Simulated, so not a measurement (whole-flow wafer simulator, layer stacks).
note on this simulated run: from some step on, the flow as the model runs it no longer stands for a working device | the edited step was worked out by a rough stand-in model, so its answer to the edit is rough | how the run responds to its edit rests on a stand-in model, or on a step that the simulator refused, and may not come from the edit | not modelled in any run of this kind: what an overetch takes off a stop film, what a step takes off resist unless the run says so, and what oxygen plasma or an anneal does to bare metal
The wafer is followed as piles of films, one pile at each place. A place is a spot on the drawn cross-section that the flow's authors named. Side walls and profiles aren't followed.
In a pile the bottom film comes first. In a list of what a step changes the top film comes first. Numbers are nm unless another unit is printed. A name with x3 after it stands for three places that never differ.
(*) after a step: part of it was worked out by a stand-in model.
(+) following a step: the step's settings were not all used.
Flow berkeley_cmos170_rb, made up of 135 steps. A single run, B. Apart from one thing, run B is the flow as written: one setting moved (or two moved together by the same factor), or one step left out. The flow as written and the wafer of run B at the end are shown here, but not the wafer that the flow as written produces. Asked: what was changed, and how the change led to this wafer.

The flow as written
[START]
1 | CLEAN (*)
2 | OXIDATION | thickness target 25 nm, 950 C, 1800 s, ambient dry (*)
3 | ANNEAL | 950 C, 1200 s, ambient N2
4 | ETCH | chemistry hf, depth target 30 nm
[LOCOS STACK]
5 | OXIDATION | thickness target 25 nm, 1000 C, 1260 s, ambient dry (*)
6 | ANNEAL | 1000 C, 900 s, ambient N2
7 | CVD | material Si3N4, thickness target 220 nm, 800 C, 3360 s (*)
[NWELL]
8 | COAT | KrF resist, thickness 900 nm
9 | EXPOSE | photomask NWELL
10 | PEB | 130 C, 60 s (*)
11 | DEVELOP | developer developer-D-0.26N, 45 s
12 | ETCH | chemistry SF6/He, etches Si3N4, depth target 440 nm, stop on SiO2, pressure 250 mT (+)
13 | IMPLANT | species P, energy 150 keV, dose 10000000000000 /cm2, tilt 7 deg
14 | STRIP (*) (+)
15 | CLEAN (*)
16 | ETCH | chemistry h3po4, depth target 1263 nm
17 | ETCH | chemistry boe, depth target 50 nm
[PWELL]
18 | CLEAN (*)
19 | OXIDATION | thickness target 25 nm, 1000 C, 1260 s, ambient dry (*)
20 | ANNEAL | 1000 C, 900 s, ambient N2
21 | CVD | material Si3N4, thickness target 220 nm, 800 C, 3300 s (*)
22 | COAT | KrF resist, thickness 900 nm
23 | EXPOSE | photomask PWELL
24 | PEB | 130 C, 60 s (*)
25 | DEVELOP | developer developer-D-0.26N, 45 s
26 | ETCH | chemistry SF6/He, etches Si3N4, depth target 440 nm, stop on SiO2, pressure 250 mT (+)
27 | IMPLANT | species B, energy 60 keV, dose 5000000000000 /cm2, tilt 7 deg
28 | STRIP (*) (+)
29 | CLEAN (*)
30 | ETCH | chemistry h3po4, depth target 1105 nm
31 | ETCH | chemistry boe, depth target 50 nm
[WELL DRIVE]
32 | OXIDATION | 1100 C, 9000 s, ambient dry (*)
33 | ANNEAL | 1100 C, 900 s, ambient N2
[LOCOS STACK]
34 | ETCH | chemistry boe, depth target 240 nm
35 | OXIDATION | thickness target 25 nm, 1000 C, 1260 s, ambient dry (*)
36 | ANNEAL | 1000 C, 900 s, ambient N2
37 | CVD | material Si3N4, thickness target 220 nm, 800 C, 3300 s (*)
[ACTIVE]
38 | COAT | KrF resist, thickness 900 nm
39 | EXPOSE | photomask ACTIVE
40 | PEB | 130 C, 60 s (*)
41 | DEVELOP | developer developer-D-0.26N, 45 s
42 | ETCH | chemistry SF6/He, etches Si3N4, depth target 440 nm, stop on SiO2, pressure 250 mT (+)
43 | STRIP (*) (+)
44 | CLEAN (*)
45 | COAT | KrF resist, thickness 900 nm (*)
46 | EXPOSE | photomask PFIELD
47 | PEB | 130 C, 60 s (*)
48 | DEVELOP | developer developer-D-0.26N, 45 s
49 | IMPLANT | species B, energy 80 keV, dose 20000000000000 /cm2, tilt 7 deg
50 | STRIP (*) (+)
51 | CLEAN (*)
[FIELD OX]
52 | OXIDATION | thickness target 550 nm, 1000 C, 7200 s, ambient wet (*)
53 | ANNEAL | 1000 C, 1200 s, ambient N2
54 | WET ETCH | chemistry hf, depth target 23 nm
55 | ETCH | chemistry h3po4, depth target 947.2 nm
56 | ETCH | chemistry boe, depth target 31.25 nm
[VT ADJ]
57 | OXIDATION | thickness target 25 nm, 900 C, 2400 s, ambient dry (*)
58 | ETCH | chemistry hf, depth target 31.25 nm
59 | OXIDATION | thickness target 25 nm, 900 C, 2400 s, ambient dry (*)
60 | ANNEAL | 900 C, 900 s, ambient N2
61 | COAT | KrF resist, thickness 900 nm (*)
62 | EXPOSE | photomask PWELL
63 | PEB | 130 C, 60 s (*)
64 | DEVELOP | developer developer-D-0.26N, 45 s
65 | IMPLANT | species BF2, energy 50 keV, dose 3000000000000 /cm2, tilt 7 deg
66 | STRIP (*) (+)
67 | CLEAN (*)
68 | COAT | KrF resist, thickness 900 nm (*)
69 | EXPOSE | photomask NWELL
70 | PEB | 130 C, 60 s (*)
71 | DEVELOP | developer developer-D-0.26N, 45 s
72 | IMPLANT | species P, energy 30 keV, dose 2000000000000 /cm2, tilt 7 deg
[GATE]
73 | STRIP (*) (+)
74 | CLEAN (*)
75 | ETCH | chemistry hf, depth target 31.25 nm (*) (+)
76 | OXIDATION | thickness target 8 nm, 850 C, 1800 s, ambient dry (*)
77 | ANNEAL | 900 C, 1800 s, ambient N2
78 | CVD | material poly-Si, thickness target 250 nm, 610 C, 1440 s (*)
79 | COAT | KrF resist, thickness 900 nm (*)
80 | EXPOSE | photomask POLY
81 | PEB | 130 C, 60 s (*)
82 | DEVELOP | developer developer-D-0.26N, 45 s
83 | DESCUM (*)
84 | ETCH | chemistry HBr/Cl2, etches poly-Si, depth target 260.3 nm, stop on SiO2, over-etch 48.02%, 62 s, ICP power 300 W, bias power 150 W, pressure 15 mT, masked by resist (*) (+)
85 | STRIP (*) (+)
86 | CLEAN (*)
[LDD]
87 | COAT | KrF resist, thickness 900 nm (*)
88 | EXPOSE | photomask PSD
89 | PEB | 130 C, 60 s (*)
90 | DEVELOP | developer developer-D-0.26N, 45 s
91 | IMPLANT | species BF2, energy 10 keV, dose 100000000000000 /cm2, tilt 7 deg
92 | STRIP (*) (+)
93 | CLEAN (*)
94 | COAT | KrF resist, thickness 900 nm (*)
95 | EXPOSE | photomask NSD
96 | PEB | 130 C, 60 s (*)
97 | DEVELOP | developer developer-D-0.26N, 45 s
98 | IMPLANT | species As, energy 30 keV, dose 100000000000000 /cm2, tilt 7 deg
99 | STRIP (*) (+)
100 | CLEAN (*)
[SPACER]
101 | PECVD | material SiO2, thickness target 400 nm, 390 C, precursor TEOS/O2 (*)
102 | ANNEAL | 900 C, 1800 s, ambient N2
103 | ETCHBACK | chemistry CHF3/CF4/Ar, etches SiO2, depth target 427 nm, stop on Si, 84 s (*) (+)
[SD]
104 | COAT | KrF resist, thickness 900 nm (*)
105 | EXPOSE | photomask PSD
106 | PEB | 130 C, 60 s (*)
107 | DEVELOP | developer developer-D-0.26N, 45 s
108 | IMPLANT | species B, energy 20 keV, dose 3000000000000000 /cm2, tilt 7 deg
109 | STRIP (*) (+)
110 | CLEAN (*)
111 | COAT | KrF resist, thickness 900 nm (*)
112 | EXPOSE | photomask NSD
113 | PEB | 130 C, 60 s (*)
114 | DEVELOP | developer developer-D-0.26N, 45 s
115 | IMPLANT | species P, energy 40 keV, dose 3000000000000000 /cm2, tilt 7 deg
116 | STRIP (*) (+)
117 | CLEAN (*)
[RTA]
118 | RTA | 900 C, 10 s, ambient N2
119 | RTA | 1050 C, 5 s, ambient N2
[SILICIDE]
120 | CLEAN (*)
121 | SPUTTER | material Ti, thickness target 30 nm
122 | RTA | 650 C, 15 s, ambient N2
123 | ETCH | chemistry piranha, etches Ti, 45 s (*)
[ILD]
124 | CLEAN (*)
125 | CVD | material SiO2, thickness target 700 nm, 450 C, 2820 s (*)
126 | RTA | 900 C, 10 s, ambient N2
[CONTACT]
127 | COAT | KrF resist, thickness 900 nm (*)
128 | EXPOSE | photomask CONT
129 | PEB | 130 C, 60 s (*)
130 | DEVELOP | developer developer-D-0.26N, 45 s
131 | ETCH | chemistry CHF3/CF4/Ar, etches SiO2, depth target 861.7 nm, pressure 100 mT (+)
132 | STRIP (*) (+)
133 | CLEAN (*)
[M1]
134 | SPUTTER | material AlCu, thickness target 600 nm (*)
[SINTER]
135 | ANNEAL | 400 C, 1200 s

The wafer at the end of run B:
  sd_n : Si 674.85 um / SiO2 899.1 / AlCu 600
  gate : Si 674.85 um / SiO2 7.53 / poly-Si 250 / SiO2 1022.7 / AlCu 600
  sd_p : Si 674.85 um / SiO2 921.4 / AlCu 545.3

Cause: step 101, PECVD: thickness target 620 nm was run, whereas the flow has thickness target 400 nm.

Step by step, how the change led to this:
  101 | PECVD | material SiO2, thickness target 400 nm, 390 C, precursor TEOS/O2 (*)
      field, sd_n, contact, m1: SiO2 gains 620 (in the flow as written it would be: SiO2 gains 400)
      gate, gate_p: SiO2 gains 620 (new film) (in the flow as written it would be: SiO2 gains 400 (new film))
      (also at 3 further places)
  103 | ETCHBACK | chemistry CHF3/CF4/Ar, etches SiO2, depth target 427 nm, stop on Si, 84 s (*) (+)
      sd_n, contact, m1: SiO2 loses 427 (in the flow as written it would be: SiO2 loses 406.1 (all of it))
      spacer_n, spacer_p: nothing (in the flow as written it would be: SiO2 loses 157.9)
      (also at 3 further places)
  104 | COAT | KrF resist, thickness 900 nm (*)
      field: KrF resist gains 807 (new film) (in the flow as written it would be: KrF resist gains 769.1 (new film))
      sd_n: KrF resist gains 1028.4 (new film) (in the flow as written it would be: KrF resist gains 982.1 (new film))
      (also at 7 further places)
  107 | DEVELOP | developer developer-D-0.26N, 45 s
      sd_p: KrF resist loses 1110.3 (all of it) (in the flow as written it would be: KrF resist loses 990.7 (all of it))
      spacer_p: KrF resist loses 710.8 (all of it) (in the flow as written it would be: KrF resist loses 767.7 (all of it))
      (also at 1 further place)
  109 | STRIP (*) (+)
      field: KrF resist loses 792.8 (all of it) (in the flow as written it would be: KrF resist loses 754.9 (all of it))
      sd_n: KrF resist loses 1014.2 (all of it) (in the flow as written it would be: KrF resist loses 967.9 (all of it))
      (also at 4 further places)
  111 | COAT | KrF resist, thickness 900 nm (*)
      field: KrF resist gains 807 (new film) (in the flow as written it would be: KrF resist gains 769.1 (new film))
      sd_n: KrF resist gains 1028.4 (new film) (in the flow as written it would be: KrF resist gains 982.1 (new film))
      (also at 7 further places)
  114 | DEVELOP | developer developer-D-0.26N, 45 s
      sd_n: KrF resist loses 1028.4 (all of it) (in the flow as written it would be: KrF resist loses 982.1 (all of it))
      spacer_n: KrF resist loses 709.6 (all of it) (in the flow as written it would be: KrF resist loses 766.3 (all of it))
      (also at 2 further places)
  116 | STRIP (*) (+)
      field: KrF resist loses 792.8 (all of it) (in the flow as written it would be: KrF resist loses 754.9 (all of it))
      sd_p: KrF resist loses 1096.1 (all of it) (in the flow as written it would be: KrF resist loses 976.5 (all of it))
      (also at 3 further places)
  121 | SPUTTER | material Ti, thickness target 30 nm
      gate, gate_p: Ti gains 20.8 (new film) (in the flow as written it would be: Ti gains 30 (new film))
      sd_p: Ti gains 20.4 (new film) (in the flow as written it would be: Ti gains 27.1 (new film))
  122 | RTA | 650 C, 15 s, ambient N2
      sd_n, contact, m1: nothing (in the flow as written it would be: Ti loses 23.4, TiSi first gains 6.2 (new film), TiSi2 C49 gains 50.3 (new film), Si loses 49)
      gate, gate_p: nothing (in the flow as written it would be: Ti loses 23.4, TiSi first gains 6.2 (new film), TiSi2 C49 gains 50.3 (new film), poly-Si loses 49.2)
      (also at 1 further place)
  123 | ETCH | chemistry piranha, etches Ti, 45 s (*)
      sd_n, contact, m1: Ti loses 30 (all of it) (in the flow as written it would be: Ti loses 6.6 (all of it))
      gate, gate_p: Ti loses 20.8 (all of it) (in the flow as written it would be: Ti loses 6.6 (all of it))
      (also at 1 further place)
  125 | CVD | material SiO2, thickness target 700 nm, 450 C, 2820 s (*)
      sd_n, contact, m1: SiO2 gains 700 (in the flow as written it would be: SiO2 gains 700 (new film))
      gate, gate_p: SiO2 gains 829.7 (in the flow as written it would be: SiO2 gains 700 (new film))
      (also at 1 further place)
  126 | RTA | 900 C, 10 s, ambient N2
      sd_n, contact, m1: nothing (in the flow as written it would be: under 1 film: TiSi2 gains 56 (new film), TiSi first loses 6.2 (all of it), TiSi2 C49 loses 50.3 (all of it), Si loses 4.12)
      gate, gate_p: nothing (in the flow as written it would be: under 1 film: TiSi2 gains 56 (new film), TiSi first loses 6.2 (all of it), TiSi2 C49 loses 50.3 (all of it), poly-Si loses 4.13)
      (also at 1 further place)
  127 | COAT | KrF resist, thickness 900 nm (*)
      field: KrF resist gains 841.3 (new film) (in the flow as written it would be: KrF resist gains 804.9 (new film))
      sd_n: KrF resist gains 1051.2 (new film) (in the flow as written it would be: KrF resist gains 1010 (new film))
      (also at 5 further places)
  130 | DEVELOP | developer developer-D-0.26N, 45 s
      contact: KrF resist loses 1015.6 (all of it) (in the flow as written it would be: KrF resist loses 979.7 (all of it))
  131 | ETCH | chemistry CHF3/CF4/Ar, etches SiO2, depth target 861.7 nm, pressure 100 mT (+)
      contact: SiO2 loses 861.7 (in the flow as written it would be: SiO2 loses 700 (all of it), TiSi2 loses 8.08)
  ... and 1 more step ...
  134 | SPUTTER | material AlCu, thickness target 600 nm (*)
      contact: AlCu gains 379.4 (new film) (in the flow as written it would be: AlCu gains 415.1 (new film))
